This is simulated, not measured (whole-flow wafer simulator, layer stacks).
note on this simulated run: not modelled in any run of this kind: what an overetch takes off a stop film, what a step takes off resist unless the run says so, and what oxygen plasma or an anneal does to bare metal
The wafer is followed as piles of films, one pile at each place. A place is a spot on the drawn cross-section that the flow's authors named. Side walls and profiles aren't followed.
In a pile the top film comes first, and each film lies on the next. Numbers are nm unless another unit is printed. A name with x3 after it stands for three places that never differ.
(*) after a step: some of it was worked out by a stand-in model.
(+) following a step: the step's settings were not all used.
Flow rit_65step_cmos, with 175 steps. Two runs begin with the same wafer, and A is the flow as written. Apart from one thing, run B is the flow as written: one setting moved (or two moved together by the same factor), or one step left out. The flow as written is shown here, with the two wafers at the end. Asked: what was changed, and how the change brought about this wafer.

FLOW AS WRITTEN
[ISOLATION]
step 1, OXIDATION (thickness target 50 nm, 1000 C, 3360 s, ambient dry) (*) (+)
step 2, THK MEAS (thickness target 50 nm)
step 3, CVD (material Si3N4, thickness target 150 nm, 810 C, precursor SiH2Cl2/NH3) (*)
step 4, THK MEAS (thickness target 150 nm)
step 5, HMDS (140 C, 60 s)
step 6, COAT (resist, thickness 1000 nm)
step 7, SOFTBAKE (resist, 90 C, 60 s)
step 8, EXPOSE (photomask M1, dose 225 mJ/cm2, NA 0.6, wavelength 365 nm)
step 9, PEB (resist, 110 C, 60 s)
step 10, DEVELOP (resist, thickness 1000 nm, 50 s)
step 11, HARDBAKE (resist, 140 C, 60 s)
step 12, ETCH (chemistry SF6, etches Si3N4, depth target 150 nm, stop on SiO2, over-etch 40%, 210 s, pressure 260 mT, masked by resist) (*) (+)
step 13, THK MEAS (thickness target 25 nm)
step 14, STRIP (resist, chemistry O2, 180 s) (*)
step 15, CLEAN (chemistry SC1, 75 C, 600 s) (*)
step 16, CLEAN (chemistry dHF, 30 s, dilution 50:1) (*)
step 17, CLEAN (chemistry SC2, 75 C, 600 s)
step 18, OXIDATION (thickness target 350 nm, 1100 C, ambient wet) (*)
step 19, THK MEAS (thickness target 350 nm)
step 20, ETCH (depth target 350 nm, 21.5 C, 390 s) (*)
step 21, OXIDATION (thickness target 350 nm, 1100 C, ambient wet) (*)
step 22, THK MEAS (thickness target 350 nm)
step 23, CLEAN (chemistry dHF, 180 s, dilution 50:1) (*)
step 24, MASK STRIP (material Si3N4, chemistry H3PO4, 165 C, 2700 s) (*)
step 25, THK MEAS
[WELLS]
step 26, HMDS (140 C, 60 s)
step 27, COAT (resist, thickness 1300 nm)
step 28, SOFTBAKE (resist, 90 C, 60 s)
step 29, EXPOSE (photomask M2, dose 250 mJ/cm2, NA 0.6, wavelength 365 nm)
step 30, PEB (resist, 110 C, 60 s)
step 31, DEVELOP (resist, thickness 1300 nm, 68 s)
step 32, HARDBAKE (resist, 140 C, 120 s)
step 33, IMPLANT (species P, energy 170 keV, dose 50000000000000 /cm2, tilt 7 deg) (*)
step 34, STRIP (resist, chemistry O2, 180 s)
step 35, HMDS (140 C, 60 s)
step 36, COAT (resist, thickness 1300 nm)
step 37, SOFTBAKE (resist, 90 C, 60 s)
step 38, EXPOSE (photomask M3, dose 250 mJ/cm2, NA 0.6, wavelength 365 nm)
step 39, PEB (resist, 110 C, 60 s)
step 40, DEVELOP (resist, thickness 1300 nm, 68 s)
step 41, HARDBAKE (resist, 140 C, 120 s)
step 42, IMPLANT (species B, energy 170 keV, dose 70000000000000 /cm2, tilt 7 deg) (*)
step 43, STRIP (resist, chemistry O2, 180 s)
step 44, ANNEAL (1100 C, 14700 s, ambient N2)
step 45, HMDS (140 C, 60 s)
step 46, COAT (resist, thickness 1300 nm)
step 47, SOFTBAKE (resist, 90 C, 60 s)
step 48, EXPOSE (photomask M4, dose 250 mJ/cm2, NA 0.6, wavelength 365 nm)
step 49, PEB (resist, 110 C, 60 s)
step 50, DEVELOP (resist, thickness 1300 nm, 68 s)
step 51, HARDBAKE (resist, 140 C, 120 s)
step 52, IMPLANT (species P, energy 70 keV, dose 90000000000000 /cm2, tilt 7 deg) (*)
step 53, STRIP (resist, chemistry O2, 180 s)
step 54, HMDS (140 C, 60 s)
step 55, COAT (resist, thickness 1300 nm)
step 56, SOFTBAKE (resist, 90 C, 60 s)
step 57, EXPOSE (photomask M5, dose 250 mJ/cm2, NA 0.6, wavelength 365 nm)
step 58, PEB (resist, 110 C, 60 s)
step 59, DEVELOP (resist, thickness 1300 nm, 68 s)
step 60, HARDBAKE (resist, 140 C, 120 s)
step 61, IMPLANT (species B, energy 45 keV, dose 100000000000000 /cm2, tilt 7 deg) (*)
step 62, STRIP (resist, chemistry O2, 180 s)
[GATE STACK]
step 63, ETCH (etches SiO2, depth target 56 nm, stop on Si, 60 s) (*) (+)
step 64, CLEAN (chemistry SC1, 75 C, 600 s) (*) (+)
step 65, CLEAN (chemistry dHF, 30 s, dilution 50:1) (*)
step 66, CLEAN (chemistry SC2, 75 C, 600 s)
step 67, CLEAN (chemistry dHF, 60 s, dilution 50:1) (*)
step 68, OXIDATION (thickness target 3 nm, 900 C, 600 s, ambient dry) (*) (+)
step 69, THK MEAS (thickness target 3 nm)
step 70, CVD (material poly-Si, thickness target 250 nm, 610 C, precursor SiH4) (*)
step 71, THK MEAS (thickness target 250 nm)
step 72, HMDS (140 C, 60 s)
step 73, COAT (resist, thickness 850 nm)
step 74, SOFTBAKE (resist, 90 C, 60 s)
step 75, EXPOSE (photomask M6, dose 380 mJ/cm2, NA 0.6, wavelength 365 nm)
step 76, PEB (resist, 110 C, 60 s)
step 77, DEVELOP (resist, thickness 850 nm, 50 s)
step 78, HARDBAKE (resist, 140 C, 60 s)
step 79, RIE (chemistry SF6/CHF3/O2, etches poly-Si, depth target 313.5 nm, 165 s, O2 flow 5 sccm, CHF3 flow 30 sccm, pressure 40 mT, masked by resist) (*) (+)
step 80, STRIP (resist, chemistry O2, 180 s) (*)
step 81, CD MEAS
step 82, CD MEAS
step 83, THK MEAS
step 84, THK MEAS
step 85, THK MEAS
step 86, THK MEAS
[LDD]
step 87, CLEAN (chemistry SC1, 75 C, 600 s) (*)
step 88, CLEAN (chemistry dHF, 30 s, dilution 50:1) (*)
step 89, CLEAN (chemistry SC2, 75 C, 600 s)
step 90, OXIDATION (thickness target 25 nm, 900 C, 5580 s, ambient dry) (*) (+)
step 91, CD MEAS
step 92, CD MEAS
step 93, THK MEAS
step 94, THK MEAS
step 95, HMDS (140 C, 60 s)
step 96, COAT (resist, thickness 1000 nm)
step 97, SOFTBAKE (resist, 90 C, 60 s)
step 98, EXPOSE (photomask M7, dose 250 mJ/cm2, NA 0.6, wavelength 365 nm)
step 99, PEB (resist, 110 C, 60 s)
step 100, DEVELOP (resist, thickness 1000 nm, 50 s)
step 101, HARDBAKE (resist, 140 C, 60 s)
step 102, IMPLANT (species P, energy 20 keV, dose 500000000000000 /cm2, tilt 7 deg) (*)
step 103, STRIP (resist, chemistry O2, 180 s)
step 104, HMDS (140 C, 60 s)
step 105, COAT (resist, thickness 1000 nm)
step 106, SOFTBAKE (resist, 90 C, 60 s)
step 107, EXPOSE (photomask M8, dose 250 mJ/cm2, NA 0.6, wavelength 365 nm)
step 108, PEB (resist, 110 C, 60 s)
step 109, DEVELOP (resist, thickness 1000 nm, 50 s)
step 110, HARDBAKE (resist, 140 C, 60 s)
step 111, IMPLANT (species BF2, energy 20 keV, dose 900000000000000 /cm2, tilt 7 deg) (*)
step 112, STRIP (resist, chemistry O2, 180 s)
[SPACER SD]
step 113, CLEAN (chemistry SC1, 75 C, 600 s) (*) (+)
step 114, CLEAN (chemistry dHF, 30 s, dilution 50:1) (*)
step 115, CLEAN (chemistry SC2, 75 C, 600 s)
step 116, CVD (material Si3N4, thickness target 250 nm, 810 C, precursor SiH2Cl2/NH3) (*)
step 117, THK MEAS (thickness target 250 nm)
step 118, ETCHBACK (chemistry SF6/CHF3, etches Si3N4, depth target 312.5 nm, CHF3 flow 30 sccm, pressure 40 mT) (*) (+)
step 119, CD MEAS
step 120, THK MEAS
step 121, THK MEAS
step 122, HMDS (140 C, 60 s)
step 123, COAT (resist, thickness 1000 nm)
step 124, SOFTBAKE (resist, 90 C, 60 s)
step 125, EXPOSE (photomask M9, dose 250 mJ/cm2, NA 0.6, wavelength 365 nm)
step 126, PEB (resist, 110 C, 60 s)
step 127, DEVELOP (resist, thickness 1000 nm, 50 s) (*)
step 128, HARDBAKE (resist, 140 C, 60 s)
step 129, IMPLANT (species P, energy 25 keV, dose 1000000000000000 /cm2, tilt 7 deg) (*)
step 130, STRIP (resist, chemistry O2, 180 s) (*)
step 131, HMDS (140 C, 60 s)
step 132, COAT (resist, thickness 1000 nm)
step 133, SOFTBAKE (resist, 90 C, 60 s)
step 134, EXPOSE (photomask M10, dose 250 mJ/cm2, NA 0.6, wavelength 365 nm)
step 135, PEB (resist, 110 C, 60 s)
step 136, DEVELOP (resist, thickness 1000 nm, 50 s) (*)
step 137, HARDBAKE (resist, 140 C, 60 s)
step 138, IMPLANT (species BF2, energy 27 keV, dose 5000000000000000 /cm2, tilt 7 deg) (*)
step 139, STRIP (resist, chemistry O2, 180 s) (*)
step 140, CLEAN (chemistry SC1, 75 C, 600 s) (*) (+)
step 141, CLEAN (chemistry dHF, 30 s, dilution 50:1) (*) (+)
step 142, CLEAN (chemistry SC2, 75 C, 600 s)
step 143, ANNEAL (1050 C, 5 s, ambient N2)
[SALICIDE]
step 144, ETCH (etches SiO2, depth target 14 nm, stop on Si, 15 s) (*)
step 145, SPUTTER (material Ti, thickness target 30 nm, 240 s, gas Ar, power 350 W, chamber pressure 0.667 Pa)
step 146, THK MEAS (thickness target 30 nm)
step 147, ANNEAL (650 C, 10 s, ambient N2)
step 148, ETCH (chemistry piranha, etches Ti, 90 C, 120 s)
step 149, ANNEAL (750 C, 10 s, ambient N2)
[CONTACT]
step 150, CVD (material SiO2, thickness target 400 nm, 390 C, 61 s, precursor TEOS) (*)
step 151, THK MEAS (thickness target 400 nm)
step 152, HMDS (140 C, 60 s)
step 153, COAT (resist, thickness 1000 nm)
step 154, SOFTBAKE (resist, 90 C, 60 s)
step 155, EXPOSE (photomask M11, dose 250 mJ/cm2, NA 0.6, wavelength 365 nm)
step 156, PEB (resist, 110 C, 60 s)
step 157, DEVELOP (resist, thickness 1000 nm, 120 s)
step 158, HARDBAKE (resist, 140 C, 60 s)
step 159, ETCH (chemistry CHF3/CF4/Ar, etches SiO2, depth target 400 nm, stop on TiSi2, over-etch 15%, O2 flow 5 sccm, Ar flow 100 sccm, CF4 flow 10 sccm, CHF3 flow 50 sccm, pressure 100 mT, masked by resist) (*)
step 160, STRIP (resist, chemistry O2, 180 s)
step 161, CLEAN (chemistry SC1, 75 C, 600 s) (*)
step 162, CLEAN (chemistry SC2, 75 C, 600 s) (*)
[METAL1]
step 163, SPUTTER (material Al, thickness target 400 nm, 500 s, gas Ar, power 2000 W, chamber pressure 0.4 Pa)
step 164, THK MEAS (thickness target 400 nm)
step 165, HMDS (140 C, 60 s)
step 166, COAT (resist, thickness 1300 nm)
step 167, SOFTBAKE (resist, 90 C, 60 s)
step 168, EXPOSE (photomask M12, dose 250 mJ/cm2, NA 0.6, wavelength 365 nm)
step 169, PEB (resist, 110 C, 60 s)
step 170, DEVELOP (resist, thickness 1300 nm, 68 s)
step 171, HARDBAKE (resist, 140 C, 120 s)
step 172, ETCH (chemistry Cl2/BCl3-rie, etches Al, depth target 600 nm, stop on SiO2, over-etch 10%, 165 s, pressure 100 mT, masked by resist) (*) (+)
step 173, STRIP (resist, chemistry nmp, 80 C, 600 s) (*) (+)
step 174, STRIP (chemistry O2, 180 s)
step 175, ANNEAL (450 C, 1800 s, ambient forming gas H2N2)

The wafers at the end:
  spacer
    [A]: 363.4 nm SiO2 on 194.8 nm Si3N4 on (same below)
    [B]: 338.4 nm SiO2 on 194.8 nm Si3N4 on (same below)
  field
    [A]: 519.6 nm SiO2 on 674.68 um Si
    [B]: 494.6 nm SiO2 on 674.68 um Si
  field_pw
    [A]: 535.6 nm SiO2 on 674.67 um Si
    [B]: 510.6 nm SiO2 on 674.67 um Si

The reason: step 163, SPUTTER: thickness target 200 nm was run, though the flow has thickness target 400 nm.

Step by step, how the change led to this:
  step 163, SPUTTER (material Al, thickness target 400 nm, 500 s, gas Ar, power 2000 W, chamber pressure 0.4 Pa)
      field, field_p, spacer, spacer_p: A Al gains 400 (new film) | B Al gains 200 (new film)
      gate_n, gate_p: A Al gains 396 (new film) | B Al gains 200 (new film)
      (also at 2 further places)
  step 172, ETCH (chemistry Cl2/BCl3-rie, etches Al, depth target 600 nm, stop on SiO2, over-etch 10%, 165 s, pressure 100 mT, masked by resist) (*) (+)
      field, field_p, spacer, spacer_p: A Al loses 400 (all of it), SiO2 loses 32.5 | B Al loses 200 (all of it), SiO2 loses 57.5
      gate_n, gate_p: A Al loses 396 (all of it), SiO2 loses 33 | B Al loses 200 (all of it), SiO2 loses 57.5
      (also at 2 further places)
